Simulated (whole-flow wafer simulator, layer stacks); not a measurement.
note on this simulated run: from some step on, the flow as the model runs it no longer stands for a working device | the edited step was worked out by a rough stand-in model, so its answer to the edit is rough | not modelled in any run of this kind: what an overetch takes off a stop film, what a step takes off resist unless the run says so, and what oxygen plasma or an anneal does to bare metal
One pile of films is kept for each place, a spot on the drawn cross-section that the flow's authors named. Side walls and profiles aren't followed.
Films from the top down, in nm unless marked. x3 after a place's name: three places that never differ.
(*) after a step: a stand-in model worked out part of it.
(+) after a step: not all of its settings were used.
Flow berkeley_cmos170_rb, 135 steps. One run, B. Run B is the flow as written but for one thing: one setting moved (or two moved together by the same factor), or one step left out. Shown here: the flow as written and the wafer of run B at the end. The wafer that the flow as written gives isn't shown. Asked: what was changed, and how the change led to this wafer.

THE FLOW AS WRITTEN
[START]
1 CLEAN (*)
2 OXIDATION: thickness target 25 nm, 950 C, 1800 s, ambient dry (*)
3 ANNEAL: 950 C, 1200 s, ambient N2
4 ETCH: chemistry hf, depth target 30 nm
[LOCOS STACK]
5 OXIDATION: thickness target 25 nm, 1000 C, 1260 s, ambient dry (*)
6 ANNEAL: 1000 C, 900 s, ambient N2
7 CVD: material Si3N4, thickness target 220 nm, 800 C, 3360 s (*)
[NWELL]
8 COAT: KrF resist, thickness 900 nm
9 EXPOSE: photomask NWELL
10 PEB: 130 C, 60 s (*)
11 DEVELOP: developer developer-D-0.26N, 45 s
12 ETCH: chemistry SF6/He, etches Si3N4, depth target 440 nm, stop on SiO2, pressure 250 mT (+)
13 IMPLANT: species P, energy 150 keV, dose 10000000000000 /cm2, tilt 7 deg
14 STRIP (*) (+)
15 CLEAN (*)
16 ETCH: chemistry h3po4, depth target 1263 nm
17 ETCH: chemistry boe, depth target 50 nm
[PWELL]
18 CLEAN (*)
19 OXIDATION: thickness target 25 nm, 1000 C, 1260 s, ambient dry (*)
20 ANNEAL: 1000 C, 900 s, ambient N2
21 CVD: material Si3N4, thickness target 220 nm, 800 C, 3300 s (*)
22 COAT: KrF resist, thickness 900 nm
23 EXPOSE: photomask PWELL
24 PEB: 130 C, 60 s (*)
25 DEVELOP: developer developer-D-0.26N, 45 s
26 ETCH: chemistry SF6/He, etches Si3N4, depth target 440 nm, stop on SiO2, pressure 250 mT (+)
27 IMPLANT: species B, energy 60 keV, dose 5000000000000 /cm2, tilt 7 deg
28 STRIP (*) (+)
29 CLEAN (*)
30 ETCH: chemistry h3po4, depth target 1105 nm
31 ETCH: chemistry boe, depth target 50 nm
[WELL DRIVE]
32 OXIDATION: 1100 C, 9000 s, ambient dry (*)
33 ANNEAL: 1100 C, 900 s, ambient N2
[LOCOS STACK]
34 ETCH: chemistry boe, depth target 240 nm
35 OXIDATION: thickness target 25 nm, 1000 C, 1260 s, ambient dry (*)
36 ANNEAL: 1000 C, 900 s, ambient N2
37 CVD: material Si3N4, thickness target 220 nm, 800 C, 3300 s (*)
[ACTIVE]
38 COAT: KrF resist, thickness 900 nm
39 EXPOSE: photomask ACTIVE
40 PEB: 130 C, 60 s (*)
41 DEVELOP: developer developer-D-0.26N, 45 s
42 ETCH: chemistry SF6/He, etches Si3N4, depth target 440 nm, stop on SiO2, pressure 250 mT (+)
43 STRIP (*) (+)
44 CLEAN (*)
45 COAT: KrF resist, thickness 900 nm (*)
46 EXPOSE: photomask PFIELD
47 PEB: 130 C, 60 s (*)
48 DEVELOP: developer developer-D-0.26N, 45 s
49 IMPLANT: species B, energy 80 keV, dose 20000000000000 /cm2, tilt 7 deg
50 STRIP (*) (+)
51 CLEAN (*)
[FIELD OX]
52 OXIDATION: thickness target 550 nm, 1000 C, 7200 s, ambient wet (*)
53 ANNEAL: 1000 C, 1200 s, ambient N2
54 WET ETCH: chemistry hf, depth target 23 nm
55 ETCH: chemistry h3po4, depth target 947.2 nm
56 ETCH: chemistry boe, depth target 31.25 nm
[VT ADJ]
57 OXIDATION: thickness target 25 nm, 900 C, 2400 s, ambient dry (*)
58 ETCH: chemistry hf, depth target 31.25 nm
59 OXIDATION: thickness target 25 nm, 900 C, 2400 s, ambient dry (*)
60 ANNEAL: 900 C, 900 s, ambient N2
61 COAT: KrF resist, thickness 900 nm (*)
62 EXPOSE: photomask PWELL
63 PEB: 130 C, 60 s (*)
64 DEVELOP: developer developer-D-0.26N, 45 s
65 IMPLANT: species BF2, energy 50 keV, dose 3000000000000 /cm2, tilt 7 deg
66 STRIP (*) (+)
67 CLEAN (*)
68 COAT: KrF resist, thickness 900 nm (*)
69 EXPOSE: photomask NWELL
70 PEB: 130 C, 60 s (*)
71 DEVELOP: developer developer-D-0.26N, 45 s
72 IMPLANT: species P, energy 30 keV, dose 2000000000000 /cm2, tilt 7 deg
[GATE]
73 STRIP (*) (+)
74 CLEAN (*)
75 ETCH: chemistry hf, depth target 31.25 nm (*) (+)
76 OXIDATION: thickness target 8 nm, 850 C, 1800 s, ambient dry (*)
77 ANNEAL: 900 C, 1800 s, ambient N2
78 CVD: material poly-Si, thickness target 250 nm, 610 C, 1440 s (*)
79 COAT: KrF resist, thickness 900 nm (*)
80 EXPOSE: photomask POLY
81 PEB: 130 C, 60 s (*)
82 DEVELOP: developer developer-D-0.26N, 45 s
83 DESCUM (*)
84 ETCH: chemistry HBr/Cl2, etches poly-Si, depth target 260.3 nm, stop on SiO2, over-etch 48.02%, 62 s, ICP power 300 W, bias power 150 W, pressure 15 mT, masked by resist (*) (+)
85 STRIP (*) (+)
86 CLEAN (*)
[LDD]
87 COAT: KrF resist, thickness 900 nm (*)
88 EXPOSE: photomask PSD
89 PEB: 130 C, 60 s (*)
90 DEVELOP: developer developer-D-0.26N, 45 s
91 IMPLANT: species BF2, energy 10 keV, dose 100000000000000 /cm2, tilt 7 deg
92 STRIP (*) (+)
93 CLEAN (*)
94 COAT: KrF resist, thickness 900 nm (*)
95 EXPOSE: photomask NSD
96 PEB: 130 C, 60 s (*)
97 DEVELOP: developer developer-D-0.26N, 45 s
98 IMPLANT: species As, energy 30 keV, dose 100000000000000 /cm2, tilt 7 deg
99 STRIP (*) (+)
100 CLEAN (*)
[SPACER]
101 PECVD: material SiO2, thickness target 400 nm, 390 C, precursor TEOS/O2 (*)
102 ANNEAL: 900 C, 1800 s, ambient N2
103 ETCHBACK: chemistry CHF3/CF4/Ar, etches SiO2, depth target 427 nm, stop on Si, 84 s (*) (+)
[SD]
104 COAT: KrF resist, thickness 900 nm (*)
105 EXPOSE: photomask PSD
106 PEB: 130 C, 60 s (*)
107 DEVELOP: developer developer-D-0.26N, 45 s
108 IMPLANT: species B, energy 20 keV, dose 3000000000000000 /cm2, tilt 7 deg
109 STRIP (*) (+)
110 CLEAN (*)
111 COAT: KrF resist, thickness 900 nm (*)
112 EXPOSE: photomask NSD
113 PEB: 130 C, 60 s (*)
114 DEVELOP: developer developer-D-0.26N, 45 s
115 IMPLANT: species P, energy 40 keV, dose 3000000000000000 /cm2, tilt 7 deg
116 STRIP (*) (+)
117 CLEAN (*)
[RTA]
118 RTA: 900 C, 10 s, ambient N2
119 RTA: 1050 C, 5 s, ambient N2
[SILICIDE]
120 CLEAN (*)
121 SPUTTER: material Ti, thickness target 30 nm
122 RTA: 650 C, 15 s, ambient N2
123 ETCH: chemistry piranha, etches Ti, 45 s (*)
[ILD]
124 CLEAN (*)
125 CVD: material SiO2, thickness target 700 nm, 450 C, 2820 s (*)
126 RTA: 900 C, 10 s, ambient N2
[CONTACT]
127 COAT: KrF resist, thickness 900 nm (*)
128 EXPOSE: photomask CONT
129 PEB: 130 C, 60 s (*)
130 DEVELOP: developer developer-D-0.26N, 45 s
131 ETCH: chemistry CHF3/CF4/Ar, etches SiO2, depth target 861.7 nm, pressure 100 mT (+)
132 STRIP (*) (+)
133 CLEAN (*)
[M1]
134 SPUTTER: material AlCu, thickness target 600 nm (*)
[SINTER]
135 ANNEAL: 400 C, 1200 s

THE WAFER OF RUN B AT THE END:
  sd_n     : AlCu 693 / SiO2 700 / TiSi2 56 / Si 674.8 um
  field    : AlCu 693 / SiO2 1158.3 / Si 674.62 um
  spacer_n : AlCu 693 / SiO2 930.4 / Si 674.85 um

The cause: step 134, SPUTTER: thickness target 693 nm was run, where the flow has thickness target 600 nm.
It can be read off the wafer: sd_n has AlCu 693, and step 134 as written asks for 600 nm.

How the change led to this, step by step:
  134 SPUTTER: material AlCu, thickness target 600 nm (*)
      field, sd_n, spacer_n, gate, spacer_p, gate_p, m1: AlCu +693 (new film) (as written it would be: AlCu +600 (new film))
      sd_p: AlCu +635.1 (new film) (as written it would be: AlCu +545.9 (new film))
      (and at 1 more place)
